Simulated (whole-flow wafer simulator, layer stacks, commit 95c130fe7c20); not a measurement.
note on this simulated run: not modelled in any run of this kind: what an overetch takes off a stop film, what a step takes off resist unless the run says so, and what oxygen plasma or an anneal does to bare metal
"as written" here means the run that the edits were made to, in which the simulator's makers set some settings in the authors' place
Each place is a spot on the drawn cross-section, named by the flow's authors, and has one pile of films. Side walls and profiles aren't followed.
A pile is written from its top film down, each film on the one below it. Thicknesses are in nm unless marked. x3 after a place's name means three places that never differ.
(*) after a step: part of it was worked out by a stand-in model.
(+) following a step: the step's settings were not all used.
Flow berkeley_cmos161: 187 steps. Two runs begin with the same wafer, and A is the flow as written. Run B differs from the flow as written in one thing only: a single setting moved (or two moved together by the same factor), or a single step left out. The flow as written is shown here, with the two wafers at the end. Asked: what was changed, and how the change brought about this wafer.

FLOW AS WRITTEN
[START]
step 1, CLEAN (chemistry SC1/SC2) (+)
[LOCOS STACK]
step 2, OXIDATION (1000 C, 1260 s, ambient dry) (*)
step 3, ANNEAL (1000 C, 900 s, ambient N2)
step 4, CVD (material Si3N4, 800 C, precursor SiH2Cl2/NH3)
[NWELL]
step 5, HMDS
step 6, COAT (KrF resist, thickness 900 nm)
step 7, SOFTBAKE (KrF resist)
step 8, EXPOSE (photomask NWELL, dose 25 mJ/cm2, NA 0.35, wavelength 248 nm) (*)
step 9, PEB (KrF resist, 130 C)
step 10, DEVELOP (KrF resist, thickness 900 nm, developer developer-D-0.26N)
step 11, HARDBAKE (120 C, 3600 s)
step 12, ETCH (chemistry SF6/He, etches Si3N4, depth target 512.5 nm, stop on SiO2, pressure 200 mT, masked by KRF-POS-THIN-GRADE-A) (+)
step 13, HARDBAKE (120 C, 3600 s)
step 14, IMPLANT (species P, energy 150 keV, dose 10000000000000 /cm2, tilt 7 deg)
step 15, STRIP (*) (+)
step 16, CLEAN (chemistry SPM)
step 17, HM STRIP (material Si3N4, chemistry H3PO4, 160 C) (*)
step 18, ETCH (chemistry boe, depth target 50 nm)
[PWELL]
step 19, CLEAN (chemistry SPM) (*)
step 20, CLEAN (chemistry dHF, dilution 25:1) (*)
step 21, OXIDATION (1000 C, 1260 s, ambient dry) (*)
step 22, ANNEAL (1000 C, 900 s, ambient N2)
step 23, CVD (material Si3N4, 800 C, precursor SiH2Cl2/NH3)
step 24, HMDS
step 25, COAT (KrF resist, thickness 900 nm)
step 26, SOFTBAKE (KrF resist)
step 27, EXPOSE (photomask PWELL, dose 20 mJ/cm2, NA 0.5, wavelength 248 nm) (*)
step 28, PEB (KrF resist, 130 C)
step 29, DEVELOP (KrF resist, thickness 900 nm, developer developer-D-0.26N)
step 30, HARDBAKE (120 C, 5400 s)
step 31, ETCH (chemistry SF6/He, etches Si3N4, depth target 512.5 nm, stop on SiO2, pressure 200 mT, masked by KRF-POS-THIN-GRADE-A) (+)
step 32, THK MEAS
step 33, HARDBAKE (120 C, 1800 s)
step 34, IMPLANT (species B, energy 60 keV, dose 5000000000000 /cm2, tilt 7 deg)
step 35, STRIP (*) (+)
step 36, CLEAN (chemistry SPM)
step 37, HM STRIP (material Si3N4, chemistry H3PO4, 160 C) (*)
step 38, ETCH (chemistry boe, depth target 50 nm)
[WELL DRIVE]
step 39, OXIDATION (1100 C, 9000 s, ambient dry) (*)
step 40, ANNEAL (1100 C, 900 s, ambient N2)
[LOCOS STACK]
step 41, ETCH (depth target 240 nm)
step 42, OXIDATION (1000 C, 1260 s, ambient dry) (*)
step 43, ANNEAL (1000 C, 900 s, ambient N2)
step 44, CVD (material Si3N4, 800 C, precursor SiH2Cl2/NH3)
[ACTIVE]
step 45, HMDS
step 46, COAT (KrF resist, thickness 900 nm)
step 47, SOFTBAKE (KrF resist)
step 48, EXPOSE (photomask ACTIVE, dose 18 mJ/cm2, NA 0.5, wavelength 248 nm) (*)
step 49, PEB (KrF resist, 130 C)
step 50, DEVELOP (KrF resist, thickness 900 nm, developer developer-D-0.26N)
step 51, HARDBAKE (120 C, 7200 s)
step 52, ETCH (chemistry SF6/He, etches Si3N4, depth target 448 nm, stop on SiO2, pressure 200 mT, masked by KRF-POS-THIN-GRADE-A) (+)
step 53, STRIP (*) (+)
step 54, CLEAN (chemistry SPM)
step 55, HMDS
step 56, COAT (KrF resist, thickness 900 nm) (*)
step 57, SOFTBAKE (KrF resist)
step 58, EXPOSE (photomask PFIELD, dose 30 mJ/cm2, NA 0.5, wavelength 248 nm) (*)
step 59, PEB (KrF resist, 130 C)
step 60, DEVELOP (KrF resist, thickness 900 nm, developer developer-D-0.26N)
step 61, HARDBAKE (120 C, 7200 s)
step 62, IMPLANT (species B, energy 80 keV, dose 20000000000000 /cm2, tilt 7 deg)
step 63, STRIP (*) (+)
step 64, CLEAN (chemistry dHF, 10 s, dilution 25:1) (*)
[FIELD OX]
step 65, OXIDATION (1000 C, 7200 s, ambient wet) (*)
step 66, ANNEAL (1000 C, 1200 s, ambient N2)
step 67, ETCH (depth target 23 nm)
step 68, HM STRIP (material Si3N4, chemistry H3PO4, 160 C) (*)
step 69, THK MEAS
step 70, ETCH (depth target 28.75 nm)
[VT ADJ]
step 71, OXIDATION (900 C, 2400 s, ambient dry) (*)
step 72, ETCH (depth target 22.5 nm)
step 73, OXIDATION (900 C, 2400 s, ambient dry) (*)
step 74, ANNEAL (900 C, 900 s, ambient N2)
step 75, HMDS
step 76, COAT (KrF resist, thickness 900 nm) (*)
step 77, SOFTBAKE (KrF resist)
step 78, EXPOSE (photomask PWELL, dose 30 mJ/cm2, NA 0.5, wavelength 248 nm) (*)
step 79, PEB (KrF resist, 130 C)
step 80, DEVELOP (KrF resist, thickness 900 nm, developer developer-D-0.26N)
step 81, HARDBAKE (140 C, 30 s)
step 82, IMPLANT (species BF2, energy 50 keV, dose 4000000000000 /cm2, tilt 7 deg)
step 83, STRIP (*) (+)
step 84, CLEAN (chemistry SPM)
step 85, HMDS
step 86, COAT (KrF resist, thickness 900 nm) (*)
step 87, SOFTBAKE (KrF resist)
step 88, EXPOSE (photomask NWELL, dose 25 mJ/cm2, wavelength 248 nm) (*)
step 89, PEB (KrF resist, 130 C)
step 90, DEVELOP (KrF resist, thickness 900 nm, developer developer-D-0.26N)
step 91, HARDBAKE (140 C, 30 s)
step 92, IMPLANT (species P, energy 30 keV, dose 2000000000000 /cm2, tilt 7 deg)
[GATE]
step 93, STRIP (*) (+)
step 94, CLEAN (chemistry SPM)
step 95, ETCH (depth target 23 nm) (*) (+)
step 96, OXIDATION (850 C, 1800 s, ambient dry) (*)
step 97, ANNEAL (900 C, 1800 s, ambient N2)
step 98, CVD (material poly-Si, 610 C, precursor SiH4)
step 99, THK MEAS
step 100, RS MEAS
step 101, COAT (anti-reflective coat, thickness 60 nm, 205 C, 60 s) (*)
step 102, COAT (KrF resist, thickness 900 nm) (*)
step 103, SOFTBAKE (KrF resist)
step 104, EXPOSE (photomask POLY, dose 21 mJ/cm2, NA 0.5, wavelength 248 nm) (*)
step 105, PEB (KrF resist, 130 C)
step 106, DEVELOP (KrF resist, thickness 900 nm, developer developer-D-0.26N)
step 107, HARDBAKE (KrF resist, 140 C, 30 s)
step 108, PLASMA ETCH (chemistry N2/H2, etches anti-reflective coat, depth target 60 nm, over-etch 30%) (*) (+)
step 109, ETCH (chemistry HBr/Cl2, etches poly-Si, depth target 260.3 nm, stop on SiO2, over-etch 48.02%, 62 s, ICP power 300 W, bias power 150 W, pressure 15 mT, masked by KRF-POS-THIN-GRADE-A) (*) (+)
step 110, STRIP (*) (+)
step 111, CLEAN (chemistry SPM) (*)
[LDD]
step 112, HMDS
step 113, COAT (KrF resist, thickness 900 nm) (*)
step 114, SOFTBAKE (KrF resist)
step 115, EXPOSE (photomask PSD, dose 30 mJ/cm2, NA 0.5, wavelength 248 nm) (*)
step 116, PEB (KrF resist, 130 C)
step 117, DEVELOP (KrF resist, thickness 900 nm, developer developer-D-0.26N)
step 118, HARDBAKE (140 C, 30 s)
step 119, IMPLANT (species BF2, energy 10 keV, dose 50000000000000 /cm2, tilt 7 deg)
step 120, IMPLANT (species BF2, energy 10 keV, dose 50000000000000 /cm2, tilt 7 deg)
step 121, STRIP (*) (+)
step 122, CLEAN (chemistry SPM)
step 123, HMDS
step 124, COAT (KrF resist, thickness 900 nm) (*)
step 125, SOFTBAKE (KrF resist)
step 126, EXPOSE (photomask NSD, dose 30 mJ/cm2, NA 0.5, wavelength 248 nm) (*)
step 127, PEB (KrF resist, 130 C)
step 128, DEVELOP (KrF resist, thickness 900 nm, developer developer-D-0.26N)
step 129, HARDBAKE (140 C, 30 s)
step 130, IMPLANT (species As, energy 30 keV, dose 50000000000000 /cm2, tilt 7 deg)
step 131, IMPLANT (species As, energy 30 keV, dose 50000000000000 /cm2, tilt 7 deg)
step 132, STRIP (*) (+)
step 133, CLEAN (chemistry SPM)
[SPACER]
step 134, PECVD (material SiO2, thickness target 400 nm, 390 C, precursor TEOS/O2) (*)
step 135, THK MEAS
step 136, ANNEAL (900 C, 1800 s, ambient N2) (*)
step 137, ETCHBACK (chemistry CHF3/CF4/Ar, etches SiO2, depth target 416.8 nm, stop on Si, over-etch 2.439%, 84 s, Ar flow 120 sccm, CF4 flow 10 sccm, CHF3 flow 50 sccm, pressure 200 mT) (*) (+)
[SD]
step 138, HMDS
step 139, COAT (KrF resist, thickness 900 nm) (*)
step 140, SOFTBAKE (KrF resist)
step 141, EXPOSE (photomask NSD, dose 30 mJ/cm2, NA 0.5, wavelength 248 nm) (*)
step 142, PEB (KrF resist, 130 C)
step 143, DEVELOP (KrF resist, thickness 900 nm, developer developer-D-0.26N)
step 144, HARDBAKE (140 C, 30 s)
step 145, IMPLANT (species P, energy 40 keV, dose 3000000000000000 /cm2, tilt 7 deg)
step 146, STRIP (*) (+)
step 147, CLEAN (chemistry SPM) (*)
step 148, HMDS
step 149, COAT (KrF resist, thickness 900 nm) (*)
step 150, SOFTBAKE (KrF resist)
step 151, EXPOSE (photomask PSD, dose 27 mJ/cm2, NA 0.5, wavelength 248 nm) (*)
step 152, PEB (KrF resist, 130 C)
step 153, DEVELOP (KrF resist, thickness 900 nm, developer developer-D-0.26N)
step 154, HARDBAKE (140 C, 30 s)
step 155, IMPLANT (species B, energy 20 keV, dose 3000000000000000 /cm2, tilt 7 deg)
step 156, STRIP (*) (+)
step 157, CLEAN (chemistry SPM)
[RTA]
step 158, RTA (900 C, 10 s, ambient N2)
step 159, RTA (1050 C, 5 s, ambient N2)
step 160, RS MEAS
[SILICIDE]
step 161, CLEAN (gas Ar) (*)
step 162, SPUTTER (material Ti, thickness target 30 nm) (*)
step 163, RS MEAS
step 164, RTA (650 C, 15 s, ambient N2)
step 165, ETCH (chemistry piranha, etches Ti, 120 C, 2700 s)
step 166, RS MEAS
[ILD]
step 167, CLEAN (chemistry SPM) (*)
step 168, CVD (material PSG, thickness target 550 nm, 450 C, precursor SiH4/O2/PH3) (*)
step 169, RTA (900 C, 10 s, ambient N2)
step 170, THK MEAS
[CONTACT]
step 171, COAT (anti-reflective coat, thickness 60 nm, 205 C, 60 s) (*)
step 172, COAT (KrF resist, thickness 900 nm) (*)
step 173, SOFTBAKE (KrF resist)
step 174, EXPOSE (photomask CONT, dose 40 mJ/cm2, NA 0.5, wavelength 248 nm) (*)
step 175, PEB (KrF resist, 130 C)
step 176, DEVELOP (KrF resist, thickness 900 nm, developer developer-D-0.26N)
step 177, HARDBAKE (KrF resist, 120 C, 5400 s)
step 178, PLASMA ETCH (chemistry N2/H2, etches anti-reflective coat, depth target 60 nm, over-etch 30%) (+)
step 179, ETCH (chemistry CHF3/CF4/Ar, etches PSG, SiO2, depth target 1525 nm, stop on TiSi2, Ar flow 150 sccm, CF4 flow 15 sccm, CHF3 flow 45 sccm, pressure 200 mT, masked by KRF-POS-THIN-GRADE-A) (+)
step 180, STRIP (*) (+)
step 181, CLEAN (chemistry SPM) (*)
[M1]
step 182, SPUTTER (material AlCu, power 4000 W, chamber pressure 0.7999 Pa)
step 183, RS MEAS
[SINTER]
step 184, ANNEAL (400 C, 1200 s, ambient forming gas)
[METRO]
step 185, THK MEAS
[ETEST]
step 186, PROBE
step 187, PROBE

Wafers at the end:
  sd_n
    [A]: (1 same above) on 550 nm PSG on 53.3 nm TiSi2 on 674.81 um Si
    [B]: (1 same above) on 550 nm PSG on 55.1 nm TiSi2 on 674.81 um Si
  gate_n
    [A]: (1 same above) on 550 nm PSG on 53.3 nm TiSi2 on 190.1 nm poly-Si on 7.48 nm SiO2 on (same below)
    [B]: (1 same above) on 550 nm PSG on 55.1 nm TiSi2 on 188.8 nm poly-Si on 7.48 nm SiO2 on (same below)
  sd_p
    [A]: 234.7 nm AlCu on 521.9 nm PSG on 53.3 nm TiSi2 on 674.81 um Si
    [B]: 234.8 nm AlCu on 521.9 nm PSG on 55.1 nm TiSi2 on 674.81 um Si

Cause: step 164, RTA: 715 C was run, whereas the flow has 650 C.

The path from the change to this, step by step:
  step 164, RTA (650 C, 15 s, ambient N2)
      sd_n, sd_p, contact, m1: A -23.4 Ti, +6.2 TiSi first (new film), +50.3 TiSi2 C49 (new film), -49 Si | B -23.4 Ti, +59.5 TiSi2 (new film), -53.1 Si
      gate_n, gate_p: A -23.4 Ti, +6.2 TiSi first (new film), +50.3 TiSi2 C49 (new film), -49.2 poly-Si | B -23.4 Ti, +59.5 TiSi2 (new film), -53.3 poly-Si
  step 165, ETCH (chemistry piranha, etches Ti, 120 C, 2700 s)
      sd_n, gate_n, sd_p, gate_p, contact, m1: A -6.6 Ti (all of it), -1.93 TiSi first | B -6.6 Ti (all of it), -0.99 TiSi2
  step 169, RTA (900 C, 10 s, ambient N2)
      sd_n, sd_p, contact, m1: A under 1 film: +53.3 TiSi2 (new film), -4.27 TiSi first (all of it), -50.3 TiSi2 C49 (all of it), -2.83 Si | B under 1 film: -3.41 TiSi2
      gate_n, gate_p: A under 1 film: +53.3 TiSi2 (new film), -4.27 TiSi first (all of it), -50.3 TiSi2 C49 (all of it), -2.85 poly-Si | B under 1 film: -3.41 TiSi2
